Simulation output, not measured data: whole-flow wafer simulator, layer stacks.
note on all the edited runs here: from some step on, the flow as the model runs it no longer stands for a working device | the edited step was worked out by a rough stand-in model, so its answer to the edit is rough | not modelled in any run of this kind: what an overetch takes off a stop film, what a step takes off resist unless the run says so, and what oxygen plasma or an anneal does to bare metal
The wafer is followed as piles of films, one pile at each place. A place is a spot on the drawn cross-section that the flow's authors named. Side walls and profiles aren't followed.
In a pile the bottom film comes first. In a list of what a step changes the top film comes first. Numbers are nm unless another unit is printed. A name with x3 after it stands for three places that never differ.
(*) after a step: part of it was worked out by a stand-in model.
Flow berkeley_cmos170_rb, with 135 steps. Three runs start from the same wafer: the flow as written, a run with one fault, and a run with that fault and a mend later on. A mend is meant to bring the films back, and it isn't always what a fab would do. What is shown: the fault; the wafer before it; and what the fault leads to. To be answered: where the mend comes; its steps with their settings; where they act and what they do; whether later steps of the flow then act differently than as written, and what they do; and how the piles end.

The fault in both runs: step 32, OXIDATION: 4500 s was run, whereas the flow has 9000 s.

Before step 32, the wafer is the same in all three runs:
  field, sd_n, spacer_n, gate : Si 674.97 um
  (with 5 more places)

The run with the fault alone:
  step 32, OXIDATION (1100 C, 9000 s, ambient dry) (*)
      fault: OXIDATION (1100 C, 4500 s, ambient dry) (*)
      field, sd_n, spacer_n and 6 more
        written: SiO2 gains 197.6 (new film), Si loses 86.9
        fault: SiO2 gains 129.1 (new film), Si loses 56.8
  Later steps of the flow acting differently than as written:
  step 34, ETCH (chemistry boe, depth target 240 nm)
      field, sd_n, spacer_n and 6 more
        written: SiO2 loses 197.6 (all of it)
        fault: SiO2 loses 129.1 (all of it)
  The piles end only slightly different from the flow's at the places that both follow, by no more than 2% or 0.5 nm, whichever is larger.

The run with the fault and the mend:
  The mend stands after step 32.
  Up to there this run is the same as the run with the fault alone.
  step 32a, OXIDATION (1100 C, 4500 s, ambient dry) (*) (a further turn of the flow's step 32, with different settings)
      field, sd_n, spacer_n and 6 more
        SiO2 gains 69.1, Si loses 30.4
  None of the later steps of the flow differs from how it acts as written, at any place that is followed, by more than 2% or 0.5 nm, whichever is larger.
  The piles end only slightly different from the flow's at the places that both follow, by no more than 2% or 0.5 nm, whichever is larger.
